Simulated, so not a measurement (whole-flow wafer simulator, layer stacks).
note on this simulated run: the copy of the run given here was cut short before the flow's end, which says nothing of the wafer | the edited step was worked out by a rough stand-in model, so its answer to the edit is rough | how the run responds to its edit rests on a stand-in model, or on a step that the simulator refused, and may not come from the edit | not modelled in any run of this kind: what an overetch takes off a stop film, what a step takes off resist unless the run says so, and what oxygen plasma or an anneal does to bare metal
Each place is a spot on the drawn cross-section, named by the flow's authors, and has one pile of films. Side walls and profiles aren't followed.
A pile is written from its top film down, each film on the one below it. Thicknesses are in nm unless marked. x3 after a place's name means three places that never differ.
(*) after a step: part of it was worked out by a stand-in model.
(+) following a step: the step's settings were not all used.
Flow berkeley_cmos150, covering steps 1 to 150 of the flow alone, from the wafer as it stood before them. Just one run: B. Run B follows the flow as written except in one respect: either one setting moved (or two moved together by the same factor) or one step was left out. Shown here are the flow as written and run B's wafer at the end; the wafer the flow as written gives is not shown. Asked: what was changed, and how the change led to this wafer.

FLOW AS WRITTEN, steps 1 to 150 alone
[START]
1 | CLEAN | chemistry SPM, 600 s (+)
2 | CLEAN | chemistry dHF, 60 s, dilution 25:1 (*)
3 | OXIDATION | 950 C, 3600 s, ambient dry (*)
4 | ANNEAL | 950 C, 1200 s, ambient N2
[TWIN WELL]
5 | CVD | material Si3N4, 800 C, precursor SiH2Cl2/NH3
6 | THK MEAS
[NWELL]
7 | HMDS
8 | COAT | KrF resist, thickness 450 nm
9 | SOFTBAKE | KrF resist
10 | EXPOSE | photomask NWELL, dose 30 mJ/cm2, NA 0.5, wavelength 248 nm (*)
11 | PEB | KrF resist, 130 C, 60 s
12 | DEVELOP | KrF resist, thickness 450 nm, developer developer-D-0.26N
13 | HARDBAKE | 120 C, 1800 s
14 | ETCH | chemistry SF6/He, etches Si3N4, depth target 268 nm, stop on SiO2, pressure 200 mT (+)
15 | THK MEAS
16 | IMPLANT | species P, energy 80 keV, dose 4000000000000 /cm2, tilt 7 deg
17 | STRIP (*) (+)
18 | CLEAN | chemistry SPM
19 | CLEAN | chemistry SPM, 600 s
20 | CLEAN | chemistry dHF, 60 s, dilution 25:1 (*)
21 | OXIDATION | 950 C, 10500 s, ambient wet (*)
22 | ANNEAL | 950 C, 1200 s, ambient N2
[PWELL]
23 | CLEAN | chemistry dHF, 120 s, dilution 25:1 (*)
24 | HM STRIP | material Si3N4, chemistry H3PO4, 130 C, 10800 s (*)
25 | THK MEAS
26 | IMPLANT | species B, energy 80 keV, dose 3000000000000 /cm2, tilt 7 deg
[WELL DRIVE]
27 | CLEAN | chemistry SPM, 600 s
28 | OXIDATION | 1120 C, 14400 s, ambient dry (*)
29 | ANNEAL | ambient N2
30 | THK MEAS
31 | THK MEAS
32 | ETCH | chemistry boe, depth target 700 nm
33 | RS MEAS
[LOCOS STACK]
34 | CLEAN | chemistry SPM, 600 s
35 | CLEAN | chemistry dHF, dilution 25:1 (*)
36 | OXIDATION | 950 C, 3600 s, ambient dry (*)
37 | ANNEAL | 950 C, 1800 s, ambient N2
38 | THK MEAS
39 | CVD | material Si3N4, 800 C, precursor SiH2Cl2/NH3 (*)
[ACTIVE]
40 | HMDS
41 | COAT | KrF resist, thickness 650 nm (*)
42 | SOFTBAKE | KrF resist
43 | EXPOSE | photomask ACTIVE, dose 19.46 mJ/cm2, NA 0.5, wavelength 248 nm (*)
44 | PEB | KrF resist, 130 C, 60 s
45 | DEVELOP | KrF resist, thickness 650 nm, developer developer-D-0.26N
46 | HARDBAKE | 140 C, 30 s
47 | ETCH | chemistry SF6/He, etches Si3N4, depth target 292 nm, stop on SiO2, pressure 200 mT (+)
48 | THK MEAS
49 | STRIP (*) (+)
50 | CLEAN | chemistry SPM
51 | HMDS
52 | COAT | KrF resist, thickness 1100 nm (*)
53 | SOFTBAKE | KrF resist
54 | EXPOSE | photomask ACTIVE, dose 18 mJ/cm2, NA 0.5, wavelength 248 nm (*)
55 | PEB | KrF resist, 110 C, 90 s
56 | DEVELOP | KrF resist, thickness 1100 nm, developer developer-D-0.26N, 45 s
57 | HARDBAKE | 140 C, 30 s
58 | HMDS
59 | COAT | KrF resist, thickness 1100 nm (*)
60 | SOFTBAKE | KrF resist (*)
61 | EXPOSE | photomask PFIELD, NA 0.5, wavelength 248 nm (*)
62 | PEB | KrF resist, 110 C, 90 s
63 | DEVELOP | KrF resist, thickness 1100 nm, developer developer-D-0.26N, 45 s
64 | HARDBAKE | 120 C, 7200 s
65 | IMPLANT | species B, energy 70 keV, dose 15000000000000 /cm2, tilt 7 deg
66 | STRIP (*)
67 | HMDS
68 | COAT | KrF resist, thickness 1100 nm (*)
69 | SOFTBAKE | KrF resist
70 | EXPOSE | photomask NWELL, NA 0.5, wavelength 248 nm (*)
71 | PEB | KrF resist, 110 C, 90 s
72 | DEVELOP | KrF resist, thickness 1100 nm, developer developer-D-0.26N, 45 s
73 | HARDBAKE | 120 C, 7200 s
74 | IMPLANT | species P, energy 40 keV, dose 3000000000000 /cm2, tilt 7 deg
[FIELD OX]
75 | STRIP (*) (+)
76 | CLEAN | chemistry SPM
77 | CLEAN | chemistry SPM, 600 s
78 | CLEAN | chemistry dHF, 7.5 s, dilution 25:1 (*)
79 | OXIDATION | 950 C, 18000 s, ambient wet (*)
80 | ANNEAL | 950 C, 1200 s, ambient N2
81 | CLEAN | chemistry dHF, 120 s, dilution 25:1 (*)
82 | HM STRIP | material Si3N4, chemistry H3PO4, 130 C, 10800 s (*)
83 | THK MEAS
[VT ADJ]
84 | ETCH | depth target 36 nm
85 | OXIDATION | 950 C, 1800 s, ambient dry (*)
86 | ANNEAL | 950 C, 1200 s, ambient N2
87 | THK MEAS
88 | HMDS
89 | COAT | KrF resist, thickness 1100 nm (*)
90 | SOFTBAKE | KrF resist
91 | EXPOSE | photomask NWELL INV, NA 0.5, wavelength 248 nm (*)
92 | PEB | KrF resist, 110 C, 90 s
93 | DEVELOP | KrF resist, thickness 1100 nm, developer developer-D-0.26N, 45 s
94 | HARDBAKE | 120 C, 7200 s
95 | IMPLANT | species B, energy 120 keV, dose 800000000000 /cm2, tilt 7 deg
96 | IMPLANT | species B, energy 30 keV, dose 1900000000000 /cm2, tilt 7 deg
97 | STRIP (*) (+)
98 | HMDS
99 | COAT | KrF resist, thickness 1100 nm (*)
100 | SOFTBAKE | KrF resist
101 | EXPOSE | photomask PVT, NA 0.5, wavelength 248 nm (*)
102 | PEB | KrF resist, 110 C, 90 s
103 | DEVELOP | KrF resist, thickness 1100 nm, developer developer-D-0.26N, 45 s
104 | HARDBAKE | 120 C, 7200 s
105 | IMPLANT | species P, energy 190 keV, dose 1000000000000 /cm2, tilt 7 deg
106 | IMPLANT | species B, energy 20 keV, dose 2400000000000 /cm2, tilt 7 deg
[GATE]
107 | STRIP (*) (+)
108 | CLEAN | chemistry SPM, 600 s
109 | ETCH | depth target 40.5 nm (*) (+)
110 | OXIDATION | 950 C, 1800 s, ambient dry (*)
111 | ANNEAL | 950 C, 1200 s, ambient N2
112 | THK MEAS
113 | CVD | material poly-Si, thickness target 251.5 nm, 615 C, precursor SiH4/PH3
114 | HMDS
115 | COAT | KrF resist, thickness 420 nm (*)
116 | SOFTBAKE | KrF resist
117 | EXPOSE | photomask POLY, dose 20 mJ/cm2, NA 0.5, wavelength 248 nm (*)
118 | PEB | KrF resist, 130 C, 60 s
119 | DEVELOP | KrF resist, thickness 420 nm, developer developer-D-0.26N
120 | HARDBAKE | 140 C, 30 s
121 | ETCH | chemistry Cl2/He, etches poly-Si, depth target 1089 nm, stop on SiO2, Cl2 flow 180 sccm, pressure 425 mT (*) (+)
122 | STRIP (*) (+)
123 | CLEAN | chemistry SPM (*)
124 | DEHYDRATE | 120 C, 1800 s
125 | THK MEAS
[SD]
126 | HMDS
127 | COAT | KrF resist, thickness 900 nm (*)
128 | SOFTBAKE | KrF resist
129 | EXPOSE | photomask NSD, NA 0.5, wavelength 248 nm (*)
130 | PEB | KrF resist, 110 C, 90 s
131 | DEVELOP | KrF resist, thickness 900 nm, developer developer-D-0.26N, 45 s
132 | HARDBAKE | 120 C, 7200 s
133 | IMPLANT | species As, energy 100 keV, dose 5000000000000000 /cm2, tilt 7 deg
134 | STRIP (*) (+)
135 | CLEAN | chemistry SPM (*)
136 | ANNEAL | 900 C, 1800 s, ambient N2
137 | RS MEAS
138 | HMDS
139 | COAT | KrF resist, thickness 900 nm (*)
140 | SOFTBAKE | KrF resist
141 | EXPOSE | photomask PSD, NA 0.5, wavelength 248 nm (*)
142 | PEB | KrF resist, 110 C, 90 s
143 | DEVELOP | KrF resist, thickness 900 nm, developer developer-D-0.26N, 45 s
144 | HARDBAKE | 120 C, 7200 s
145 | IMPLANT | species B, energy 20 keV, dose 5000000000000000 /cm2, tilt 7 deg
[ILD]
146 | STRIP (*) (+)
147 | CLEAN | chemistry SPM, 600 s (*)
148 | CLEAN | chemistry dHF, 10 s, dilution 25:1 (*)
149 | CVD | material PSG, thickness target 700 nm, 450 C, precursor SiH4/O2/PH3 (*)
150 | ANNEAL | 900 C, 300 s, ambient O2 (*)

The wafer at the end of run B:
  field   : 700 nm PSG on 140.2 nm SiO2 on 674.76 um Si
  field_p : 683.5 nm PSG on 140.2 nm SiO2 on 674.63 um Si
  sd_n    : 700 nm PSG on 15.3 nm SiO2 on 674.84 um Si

What caused this: step 79, OXIDATION: 855 C was run, though the flow has 950 C.

Step by step, how the change led to this:
  79 | OXIDATION | 950 C, 18000 s, ambient wet (*)
      gate_n, sd_p, gate_p, contact, m1: +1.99 SiO2 (new film), -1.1 Si3N4 (in the flow as written it would be: +10.3 SiO2 (new film), -5.7 Si3N4)
      field: +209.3 SiO2, -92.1 Si (in the flow as written it would be: +598.1 SiO2, -263.1 Si)
      (also at 2 further places)
  81 | CLEAN | chemistry dHF, 120 s, dilution 25:1 (*)
      sd_n, gate_n, sd_p, gate_p, contact, m1: -1.99 SiO2 (all of it), -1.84 Si3N4 (in the flow as written it would be: -10.3 SiO2 (all of it), -1.11 Si3N4)
  82 | HM STRIP | material Si3N4, chemistry H3PO4, 130 C, 10800 s (*)
      sd_n, gate_n, contact, m1: -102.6 Si3N4 (all of it), -1.85 SiO2 (in the flow as written it would be: -98.7 Si3N4 (all of it), -1.88 SiO2)
      sd_p, gate_p: -102.5 Si3N4 (all of it), -1.85 SiO2 (in the flow as written it would be: -98.6 Si3N4 (all of it), -1.88 SiO2)
  85 | OXIDATION | 950 C, 1800 s, ambient dry (*)
      field, field_p: +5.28 SiO2, -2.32 Si (in the flow as written it would be: +2.35 SiO2, -1.04 Si)
      sd_n: +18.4 SiO2, -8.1 Si (in the flow as written it would be: +12.2 SiO2, -5.35 Si)
  89 | COAT | KrF resist, thickness 1100 nm (*)
      field: +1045 KrF resist (new film) (in the flow as written it would be: +976.2 KrF resist (new film))
      field_p: +1157.6 KrF resist (new film) (in the flow as written it would be: +1087.8 KrF resist (new film))
      (also at 6 further places)
  92 | PEB | KrF resist, 110 C, 90 s
      sd_n: -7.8 KrF resist (in the flow as written it would be: -8.63 KrF resist)
      gate_n: -7.78 KrF resist (in the flow as written it would be: -8.49 KrF resist)
      (also at 4 further places)
  93 | DEVELOP | KrF resist, thickness 1100 nm, developer developer-D-0.26N, 45 s
      field: -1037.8 KrF resist (all of it) (in the flow as written it would be: -969.5 KrF resist (all of it))
      sd_n: -1119.1 KrF resist (all of it) (in the flow as written it would be: -1234.3 KrF resist (all of it))
      (also at 2 further places)
  94 | HARDBAKE | 120 C, 7200 s
      field_p: -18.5 KrF resist (in the flow as written it would be: -17.4 KrF resist)
      sd_p: -19.4 KrF resist (in the flow as written it would be: -21.4 KrF resist)
      (also at 2 further places)
  97 | STRIP (*) (+)
      field_p: -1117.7 KrF resist (all of it) (in the flow as written it would be: -1049.6 KrF resist (all of it))
      sd_p: -1164.8 KrF resist (all of it) (in the flow as written it would be: -1273.5 KrF resist (all of it))
      (also at 2 further places)
  99 | COAT | KrF resist, thickness 1100 nm (*)
      field: +1045 KrF resist (new film) (in the flow as written it would be: +976.2 KrF resist (new film))
      field_p: +1157.6 KrF resist (new film) (in the flow as written it would be: +1087.8 KrF resist (new film))
      (also at 6 further places)
  102 | PEB | KrF resist, 110 C, 90 s
      sd_n: -7.8 KrF resist (in the flow as written it would be: -8.63 KrF resist)
      gate_n: -7.78 KrF resist (in the flow as written it would be: -8.49 KrF resist)
      (also at 4 further places)
  103 | DEVELOP | KrF resist, thickness 1100 nm, developer developer-D-0.26N, 45 s
      sd_p: -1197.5 KrF resist (all of it) (in the flow as written it would be: -1308.2 KrF resist (all of it))
      gate_p: -1189.2 KrF resist (all of it) (in the flow as written it would be: -1282.6 KrF resist (all of it))
  104 | HARDBAKE | 120 C, 7200 s
      field: -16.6 KrF resist (in the flow as written it would be: -15.4 KrF resist)
      field_p: -18.5 KrF resist (in the flow as written it would be: -17.4 KrF resist)
      (also at 4 further places)
  107 | STRIP (*) (+)
      field: -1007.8 KrF resist (all of it) (in the flow as written it would be: -940.7 KrF resist (all of it))
      field_p: -1117.7 KrF resist (all of it) (in the flow as written it would be: -1049.6 KrF resist (all of it))
      (also at 4 further places)
  109 | ETCH | depth target 40.5 nm (*) (+)
      sd_n: -20.7 SiO2 (all of it) (in the flow as written it would be: -40.4 SiO2 (all of it))
  110 | OXIDATION | 950 C, 1800 s, ambient dry (*)
      field, field_p: +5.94 SiO2, -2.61 Si (in the flow as written it would be: +2.49 SiO2, -1.09 Si)
  ... another 14 steps ...
  149 | CVD | material PSG, thickness target 700 nm, 450 C, precursor SiH4/O2/PH3 (*)
      field_p: +683.5 PSG (new film) (in the flow as written it would be: +700 PSG (new film))
      sd_p: +677.2 PSG (new film) (in the flow as written it would be: +639.5 PSG (new film))
